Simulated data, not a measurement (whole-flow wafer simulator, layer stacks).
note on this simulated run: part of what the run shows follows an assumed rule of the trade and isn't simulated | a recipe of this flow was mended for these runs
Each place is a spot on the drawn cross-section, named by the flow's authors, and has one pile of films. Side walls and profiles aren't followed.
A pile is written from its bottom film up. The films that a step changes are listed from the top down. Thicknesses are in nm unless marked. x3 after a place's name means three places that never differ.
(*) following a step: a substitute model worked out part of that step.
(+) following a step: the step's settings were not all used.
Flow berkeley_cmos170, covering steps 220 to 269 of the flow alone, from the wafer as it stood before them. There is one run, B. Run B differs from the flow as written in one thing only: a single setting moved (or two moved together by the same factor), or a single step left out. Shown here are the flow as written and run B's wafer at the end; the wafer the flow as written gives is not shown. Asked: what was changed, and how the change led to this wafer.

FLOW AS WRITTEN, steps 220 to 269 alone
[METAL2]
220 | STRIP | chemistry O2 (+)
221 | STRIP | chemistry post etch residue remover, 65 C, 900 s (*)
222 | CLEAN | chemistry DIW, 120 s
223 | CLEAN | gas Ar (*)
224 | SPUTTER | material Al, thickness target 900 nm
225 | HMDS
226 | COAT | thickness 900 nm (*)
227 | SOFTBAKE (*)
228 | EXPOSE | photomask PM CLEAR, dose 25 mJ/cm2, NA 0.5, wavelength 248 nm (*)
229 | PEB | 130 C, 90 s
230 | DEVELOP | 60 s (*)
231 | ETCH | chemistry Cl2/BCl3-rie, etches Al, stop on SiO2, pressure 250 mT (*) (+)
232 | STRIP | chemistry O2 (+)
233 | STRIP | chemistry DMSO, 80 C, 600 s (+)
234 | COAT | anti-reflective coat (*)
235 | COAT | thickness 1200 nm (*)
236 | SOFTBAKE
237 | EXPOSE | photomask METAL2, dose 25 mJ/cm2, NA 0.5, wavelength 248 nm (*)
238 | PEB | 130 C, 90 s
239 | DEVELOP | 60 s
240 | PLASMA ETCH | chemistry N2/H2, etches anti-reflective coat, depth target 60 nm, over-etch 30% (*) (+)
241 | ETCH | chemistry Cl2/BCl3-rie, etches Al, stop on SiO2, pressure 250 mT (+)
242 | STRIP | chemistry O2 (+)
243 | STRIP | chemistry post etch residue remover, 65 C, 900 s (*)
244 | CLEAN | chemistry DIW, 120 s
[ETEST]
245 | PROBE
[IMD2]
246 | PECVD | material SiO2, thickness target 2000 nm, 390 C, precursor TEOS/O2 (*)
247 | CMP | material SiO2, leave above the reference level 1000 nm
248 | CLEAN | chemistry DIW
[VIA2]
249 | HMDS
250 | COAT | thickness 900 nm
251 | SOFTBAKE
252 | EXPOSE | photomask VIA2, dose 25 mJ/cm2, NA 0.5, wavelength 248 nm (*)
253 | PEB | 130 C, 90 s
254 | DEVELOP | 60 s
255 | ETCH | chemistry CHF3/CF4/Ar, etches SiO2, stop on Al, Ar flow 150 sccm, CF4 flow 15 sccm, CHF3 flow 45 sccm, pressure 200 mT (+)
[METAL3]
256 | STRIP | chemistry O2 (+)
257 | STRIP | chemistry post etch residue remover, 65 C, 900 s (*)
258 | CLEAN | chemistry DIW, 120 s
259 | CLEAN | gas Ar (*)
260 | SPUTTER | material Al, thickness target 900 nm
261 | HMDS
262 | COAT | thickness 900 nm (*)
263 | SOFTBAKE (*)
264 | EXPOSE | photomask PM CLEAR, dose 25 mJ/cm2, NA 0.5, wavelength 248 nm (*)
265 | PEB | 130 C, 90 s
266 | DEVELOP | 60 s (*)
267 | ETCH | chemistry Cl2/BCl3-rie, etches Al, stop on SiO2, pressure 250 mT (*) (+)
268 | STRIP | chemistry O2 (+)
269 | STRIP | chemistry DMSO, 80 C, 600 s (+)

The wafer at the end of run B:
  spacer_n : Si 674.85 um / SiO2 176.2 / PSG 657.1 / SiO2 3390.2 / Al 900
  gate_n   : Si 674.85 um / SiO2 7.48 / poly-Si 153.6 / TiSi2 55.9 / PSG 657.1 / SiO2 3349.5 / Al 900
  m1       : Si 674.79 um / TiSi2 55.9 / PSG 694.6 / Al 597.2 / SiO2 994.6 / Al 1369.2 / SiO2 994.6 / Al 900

The reason: step 224, SPUTTER: thickness target 1372 nm was run, while the flow as written has thickness target 900 nm.

How this came from the change, step by step:
  224 | SPUTTER | material Al, thickness target 900 nm
      field, mark, sd_n and 9 more: Al gains 1372 (new film) (it would be, as written: Al gains 900 (new film))
      via1: Al gains 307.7 (it would be, as written: Al gains 259.4)
  226 | COAT | thickness 900 nm (*)
      via1: KrF-resist gains 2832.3 (new film) (it would be, as written: KrF-resist gains 2428.6 (new film))
  229 | PEB | 130 C, 90 s
      via1: KrF-resist loses 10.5 (it would be, as written: KrF-resist loses 7.55)
  231 | ETCH | chemistry Cl2/BCl3-rie, etches Al, stop on SiO2, pressure 250 mT (*) (+)
      field, sd_n, spacer_n and 9 more: KrF-resist loses 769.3 (it would be, as written: KrF-resist loses 533.3)
      mark: Al loses 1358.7 (all of it), SiO2 loses 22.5 (it would be, as written: Al loses 886.7 (all of it), SiO2 loses 22.5)
  232 | STRIP | chemistry O2 (+)
      spacer_n, gate_n: KrF-resist loses 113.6 (all of it) (it would be, as written: KrF-resist loses 349.7 (all of it))
      spacer_p, gate_p: KrF-resist loses 113.4 (all of it) (it would be, as written: KrF-resist loses 349.4 (all of it))
      (as well as at 8 more places)
  234 | COAT | anti-reflective coat (*)
      via1: anti-reflective coat gains 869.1 (new film) (it would be, as written: anti-reflective coat gains 671.1 (new film))
  235 | COAT | thickness 1200 nm (*)
      m1: KrF-resist gains 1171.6 (new film) (it would be, as written: KrF-resist gains 1209.1 (new film))
      via1: KrF-resist gains 2365 (new film) (it would be, as written: KrF-resist gains 2189 (new film))
      (as well as at 1 more place)
  238 | PEB | 130 C, 90 s
      via1: KrF-resist loses 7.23 (it would be, as written: KrF-resist loses 6.08)
  241 | ETCH | chemistry Cl2/BCl3-rie, etches Al, stop on SiO2, pressure 250 mT (+)
      field, sd_n, spacer_n, gate_n, sd_p, spacer_p, gate_p: Al loses 1372 (all of it), SiO2 loses 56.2 (it would be, as written: Al loses 900 (all of it), SiO2 loses 56.2)
      contact, m1, via1, m2, via2: KrF-resist loses 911 (it would be, as written: KrF-resist loses 675)
      (as well as at 1 more place)
  242 | STRIP | chemistry O2 (+)
      contact: KrF-resist loses 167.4 (all of it), anti-reflective coat loses 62 (all of it) (it would be, as written: KrF-resist loses 412 (all of it), anti-reflective coat loses 62.1 (all of it))
      m1: KrF-resist loses 159.9 (all of it), anti-reflective coat loses 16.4 (all of it) (it would be, as written: KrF-resist loses 433.1 (all of it), anti-reflective coat loses 16.6 (all of it))
      (as well as at 3 more places)
  246 | PECVD | material SiO2, thickness target 2000 nm, 390 C, precursor TEOS/O2 (*)
      via1: SiO2 gains 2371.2 (new film), void gains 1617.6 (new film), SiO2 gains 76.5 (new film) (it would be, as written: SiO2 gains 3103.6 (new film), void gains 387 (new film), SiO2 gains 151 (new film))
  247 | CMP | material SiO2, leave above the reference level 1000 nm
      field, sd_n, spacer_n, gate_n, sd_p, spacer_p, gate_p: nothing (it would be, as written: SiO2 loses 46.6)
  250 | COAT | thickness 900 nm
      field: KrF-resist gains 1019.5 (new film) (it would be, as written: KrF-resist gains 900 (new film))
      sd_n: KrF-resist gains 1070.8 (new film) (it would be, as written: KrF-resist gains 900 (new film))
      (as well as at 6 more places)
  253 | PEB | 130 C, 90 s
      m2: KrF-resist loses 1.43 (it would be, as written: KrF-resist loses 2)
  254 | DEVELOP | 60 s
      via2: KrF-resist loses 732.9 (all of it) (it would be, as written: KrF-resist loses 898 (all of it))
  256 | STRIP | chemistry O2 (+)
      field: KrF-resist loses 726.8 (all of it) (it would be, as written: KrF-resist loses 607.6 (all of it))
      sd_n: KrF-resist loses 778 (all of it) (it would be, as written: KrF-resist loses 607.6 (all of it))
      (as well as at 7 more places)
  ... 2 other steps ...
  268 | STRIP | chemistry O2 (+)
      sd_n: KrF-resist loses 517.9 (all of it) (it would be, as written: KrF-resist loses 349 (all of it))
      spacer_n: KrF-resist loses 357.2 (all of it) (it would be, as written: KrF-resist loses 349.7 (all of it))
      (as well as at 9 more places)
